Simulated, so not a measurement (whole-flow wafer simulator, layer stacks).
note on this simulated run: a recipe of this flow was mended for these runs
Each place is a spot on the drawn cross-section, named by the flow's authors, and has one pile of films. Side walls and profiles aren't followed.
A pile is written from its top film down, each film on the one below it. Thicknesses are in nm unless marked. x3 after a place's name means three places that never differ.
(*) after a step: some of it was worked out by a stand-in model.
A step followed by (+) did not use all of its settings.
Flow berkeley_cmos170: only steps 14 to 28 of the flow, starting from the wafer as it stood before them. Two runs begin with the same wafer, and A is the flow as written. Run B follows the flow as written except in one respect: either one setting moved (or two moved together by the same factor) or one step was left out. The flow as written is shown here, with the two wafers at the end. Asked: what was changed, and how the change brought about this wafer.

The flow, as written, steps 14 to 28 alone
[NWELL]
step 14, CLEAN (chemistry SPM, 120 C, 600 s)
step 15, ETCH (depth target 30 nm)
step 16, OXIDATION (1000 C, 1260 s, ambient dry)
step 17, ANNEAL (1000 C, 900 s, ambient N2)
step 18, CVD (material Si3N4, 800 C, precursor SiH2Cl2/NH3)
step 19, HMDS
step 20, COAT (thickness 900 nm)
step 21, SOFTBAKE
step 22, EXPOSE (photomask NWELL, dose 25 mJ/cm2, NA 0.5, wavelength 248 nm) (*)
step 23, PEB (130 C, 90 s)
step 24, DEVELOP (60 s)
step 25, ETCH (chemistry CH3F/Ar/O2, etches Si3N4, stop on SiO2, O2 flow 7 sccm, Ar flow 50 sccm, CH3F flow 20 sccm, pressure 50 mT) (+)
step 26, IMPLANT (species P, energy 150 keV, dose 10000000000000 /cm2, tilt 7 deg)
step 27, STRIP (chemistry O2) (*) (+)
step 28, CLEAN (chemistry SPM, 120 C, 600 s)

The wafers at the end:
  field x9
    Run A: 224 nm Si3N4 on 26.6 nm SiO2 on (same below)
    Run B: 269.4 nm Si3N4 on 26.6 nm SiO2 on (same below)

Cause: step 18, CVD: 820 C was run, whereas the flow has 800 C.

How this came from the change, step by step:
  step 18, CVD (material Si3N4, 800 C, precursor SiH2Cl2/NH3)
      field x9, mark, sd_p x3: A +224 Si3N4 (new film) | B +269.4 Si3N4 (new film)
  step 25, ETCH (chemistry CH3F/Ar/O2, etches Si3N4, stop on SiO2, O2 flow 7 sccm, Ar flow 50 sccm, CH3F flow 20 sccm, pressure 50 mT) (+)
      field x9, mark: A -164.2 KrF-resist | B -194.5 KrF-resist
      sd_p x3: A -224 Si3N4 (all of it), -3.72 SiO2 | B -269.4 Si3N4 (all of it), -3.72 SiO2
  step 27, STRIP (chemistry O2) (*) (+)
      field x9, mark: A -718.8 KrF-resist (all of it) | B -688.6 KrF-resist (all of it)
